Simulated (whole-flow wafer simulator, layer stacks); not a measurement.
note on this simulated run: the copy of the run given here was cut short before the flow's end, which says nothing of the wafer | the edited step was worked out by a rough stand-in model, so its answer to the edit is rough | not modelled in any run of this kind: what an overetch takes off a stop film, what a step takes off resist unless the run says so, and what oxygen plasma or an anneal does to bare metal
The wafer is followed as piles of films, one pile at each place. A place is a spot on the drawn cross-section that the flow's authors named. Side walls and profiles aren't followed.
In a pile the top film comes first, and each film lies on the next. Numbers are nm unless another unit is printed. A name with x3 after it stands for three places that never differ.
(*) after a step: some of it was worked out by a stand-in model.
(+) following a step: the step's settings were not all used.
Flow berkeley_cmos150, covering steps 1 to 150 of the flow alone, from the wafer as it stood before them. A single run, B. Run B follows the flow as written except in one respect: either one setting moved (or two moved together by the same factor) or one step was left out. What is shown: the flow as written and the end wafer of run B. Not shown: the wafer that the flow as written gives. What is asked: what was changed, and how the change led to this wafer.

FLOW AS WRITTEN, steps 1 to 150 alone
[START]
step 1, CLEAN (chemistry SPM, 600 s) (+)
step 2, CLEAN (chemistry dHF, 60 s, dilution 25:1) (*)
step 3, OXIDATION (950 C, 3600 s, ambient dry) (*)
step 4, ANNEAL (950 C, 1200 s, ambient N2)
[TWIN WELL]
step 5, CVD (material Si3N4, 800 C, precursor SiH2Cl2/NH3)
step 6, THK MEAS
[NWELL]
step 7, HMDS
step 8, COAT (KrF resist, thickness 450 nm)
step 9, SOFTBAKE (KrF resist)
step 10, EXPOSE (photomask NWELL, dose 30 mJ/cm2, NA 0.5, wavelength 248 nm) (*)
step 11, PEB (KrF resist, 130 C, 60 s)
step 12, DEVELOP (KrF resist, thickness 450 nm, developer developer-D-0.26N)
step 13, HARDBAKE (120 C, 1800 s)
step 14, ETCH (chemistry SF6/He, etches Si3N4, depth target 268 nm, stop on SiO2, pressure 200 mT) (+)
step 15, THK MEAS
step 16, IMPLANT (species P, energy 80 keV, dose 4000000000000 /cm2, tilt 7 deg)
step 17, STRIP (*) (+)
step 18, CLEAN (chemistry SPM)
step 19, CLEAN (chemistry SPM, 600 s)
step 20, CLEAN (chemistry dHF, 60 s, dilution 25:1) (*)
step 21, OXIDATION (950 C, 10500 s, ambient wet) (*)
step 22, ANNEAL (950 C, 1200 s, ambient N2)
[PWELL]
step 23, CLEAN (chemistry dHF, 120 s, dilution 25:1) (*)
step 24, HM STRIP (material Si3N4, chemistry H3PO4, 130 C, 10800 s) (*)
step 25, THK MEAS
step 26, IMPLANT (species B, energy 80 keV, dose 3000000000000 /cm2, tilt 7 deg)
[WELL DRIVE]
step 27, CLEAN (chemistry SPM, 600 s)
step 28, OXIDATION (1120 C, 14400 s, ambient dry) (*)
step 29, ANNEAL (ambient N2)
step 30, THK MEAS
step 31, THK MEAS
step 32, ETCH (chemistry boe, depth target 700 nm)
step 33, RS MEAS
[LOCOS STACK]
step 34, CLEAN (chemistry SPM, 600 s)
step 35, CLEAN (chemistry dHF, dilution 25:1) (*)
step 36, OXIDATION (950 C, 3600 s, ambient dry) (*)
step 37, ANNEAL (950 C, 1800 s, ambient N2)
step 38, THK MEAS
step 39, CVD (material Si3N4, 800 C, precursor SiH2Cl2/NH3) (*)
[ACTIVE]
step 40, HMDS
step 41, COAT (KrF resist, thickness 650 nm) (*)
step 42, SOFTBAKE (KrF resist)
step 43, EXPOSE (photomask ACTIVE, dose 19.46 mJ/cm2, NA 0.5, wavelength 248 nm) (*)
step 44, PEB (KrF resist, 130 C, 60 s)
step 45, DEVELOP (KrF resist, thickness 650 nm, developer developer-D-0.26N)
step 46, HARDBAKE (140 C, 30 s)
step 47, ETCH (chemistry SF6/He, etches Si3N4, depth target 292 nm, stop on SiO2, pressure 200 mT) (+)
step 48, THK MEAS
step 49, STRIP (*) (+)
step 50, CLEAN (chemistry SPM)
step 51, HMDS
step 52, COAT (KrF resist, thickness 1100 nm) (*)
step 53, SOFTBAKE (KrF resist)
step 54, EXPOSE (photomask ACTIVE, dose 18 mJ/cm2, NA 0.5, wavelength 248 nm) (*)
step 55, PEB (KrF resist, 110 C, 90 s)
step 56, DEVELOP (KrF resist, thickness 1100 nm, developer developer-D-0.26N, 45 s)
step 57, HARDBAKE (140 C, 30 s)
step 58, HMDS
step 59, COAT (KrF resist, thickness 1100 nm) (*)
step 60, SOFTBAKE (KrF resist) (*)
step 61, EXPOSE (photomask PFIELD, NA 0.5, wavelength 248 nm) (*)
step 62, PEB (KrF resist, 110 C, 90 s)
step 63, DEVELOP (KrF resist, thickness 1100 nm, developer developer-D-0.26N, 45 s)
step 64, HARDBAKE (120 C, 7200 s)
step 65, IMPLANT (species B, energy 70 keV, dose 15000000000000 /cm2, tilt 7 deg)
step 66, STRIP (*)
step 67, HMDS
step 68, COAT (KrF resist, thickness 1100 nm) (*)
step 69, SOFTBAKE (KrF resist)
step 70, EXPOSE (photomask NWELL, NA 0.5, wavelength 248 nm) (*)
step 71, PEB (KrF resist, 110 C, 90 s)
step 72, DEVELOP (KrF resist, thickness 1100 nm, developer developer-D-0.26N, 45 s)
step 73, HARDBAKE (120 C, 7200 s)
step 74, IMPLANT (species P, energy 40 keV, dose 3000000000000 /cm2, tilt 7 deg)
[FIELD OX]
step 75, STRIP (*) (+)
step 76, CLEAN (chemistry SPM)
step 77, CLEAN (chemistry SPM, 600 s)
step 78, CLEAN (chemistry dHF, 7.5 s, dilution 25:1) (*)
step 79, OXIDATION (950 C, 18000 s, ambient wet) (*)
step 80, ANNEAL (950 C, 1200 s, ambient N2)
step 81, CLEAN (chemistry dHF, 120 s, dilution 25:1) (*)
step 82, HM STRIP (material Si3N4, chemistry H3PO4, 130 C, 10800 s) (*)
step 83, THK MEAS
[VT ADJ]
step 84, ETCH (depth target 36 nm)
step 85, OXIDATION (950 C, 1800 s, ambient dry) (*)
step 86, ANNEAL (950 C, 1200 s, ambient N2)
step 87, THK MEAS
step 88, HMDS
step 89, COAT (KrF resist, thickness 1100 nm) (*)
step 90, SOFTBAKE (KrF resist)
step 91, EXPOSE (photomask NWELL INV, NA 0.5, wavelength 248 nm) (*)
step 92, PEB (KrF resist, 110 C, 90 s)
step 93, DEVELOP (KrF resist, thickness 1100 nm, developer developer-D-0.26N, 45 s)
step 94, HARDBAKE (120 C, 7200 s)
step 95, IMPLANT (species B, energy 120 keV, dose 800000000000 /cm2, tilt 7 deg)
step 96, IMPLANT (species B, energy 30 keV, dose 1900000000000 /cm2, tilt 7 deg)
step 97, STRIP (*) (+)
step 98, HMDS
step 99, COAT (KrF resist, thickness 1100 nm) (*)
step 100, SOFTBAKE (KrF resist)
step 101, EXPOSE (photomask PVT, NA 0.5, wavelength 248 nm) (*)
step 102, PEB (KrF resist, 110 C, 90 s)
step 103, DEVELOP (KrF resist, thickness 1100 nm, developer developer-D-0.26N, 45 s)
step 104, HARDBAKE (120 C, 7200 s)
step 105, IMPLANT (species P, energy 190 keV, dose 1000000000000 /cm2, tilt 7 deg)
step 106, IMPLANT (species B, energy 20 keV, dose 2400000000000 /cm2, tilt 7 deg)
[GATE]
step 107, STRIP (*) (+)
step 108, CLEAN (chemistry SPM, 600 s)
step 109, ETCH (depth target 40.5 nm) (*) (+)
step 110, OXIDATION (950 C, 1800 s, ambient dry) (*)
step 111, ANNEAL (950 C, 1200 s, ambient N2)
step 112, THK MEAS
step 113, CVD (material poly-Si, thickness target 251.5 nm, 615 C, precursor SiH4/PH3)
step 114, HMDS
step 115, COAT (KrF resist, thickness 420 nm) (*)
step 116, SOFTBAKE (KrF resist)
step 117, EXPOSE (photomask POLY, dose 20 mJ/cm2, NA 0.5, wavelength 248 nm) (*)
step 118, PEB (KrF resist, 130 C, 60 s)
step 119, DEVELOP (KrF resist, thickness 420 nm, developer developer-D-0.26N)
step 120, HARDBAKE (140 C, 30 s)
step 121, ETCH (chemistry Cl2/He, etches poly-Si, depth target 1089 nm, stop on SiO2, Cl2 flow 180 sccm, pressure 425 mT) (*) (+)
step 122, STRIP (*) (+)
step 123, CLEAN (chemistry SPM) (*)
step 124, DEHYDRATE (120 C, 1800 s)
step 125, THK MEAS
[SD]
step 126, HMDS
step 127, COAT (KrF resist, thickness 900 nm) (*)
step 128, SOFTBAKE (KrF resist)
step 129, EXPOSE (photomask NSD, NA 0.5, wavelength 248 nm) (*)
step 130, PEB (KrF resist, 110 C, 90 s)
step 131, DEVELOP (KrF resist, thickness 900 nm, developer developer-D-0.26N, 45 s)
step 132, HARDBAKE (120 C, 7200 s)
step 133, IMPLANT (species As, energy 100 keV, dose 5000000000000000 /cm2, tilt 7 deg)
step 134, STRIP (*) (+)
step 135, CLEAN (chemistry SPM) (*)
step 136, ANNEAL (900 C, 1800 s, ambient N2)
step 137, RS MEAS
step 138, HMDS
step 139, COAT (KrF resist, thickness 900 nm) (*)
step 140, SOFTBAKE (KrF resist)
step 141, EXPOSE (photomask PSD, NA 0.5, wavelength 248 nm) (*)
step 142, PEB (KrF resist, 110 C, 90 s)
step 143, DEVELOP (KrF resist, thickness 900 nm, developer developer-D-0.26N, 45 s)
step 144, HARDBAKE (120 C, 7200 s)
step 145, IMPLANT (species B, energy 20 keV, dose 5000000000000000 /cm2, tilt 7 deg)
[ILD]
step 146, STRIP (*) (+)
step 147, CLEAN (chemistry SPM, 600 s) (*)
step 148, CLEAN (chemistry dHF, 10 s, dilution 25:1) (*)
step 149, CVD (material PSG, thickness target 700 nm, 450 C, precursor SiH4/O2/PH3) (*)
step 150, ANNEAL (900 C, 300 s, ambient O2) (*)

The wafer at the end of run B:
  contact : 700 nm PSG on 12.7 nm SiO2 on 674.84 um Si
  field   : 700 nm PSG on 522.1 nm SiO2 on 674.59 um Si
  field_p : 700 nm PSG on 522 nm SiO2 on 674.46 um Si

What caused this: step 110, OXIDATION: 1440 s was run, whereas the flow has 1800 s.

Step by step, how the change led to this:
  step 110, OXIDATION (950 C, 1800 s, ambient dry) (*)
      sd_n, gate_n, sd_p, gate_p, contact, m1: +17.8 SiO2 (new film), -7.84 Si (it would be, as written: +20.4 SiO2 (new film), -8.98 Si)
      field, field_p: +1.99 SiO2, -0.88 Si (it would be, as written: +2.49 SiO2, -1.09 Si)
